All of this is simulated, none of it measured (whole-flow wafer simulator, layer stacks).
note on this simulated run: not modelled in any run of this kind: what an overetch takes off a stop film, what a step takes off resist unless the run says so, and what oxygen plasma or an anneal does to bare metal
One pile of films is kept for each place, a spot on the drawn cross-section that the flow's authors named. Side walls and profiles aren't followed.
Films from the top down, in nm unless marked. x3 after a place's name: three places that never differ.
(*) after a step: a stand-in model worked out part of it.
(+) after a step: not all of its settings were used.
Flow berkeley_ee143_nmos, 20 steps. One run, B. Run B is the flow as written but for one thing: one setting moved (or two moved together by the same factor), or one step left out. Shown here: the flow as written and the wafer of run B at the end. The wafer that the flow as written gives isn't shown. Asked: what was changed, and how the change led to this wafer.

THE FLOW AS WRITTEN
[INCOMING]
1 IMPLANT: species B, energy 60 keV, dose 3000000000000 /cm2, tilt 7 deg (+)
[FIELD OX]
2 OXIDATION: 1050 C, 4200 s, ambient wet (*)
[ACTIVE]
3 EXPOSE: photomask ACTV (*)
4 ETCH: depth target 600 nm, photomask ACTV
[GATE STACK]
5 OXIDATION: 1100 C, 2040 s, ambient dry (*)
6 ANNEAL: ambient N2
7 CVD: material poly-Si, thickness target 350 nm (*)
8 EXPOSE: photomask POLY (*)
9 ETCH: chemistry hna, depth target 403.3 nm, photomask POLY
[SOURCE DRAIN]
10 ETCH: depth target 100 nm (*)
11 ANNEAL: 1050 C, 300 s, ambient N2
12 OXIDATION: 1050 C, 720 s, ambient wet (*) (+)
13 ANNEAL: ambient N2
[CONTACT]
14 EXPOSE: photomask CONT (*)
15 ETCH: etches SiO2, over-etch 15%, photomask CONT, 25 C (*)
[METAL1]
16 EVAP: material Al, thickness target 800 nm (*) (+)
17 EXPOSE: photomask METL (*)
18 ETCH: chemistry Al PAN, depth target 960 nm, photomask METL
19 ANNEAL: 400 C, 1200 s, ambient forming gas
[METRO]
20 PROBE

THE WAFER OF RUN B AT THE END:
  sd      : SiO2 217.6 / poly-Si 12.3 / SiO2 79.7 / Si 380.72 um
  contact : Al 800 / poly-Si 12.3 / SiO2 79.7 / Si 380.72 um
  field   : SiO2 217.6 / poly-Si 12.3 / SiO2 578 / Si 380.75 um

The cause: step 9, ETCH: depth target 242 nm was run, where the flow has depth target 403.3 nm.

How the change led to this, step by step:
  9 ETCH: chemistry hna, depth target 403.3 nm, photomask POLY
      sd, contact, field: poly-Si -242 (as written it would be: poly-Si -350 (all of it))
  10 ETCH: depth target 100 nm (*)
      sd, contact: nothing (as written it would be: SiO2 -79.7 (all of it))
      field: nothing (as written it would be: SiO2 -100)
  12 OXIDATION: 1050 C, 720 s, ambient wet (*) (+)
      sd, contact: SiO2 +217.6 (new film), poly-Si -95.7 (as written it would be: SiO2 +189.4 (new film), Si -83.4)
      field: SiO2 +217.6 (new film), poly-Si -95.7 (as written it would be: SiO2 +69.1, Si -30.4)
  15 ETCH: etches SiO2, over-etch 15%, photomask CONT, 25 C (*)
      contact: SiO2 -217.6 (all of it) (as written it would be: SiO2 -189.4 (all of it))
